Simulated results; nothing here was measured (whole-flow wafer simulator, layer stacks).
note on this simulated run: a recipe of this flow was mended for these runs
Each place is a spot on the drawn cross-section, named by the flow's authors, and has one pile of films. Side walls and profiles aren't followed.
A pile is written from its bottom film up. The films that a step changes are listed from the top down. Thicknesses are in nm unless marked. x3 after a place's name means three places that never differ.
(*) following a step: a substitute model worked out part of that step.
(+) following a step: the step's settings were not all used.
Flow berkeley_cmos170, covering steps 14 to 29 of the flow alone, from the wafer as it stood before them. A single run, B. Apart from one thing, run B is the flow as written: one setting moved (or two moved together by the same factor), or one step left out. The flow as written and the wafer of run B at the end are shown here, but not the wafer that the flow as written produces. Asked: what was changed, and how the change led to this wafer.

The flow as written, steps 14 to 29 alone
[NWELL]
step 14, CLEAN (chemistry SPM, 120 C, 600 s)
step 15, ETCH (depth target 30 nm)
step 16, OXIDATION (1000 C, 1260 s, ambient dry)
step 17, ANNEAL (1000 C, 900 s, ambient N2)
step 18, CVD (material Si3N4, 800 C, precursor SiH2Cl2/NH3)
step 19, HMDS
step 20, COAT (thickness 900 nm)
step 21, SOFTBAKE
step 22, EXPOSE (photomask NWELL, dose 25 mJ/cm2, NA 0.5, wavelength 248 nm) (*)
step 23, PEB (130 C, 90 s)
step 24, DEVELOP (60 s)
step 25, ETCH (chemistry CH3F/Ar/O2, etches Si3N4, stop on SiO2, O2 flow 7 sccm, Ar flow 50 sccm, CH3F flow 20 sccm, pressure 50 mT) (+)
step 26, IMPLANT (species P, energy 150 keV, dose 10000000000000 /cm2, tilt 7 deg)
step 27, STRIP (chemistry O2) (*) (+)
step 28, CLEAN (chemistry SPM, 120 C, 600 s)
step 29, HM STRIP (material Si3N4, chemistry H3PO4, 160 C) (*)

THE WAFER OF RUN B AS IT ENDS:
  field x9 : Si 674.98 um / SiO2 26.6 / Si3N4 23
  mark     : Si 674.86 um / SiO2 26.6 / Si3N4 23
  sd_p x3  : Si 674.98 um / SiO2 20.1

Cause: step 29, HM STRIP: 139 C was run, while the flow as written has 160 C.

How this came from the change, step by step:
  step 29, HM STRIP (material Si3N4, chemistry H3PO4, 160 C) (*)
      field x9, mark: -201 Si3N4 (as written it would have been: -224 Si3N4 (all of it), -7 SiO2)
      sd_p x3: -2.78 SiO2 (as written it would have been: -14.2 SiO2)
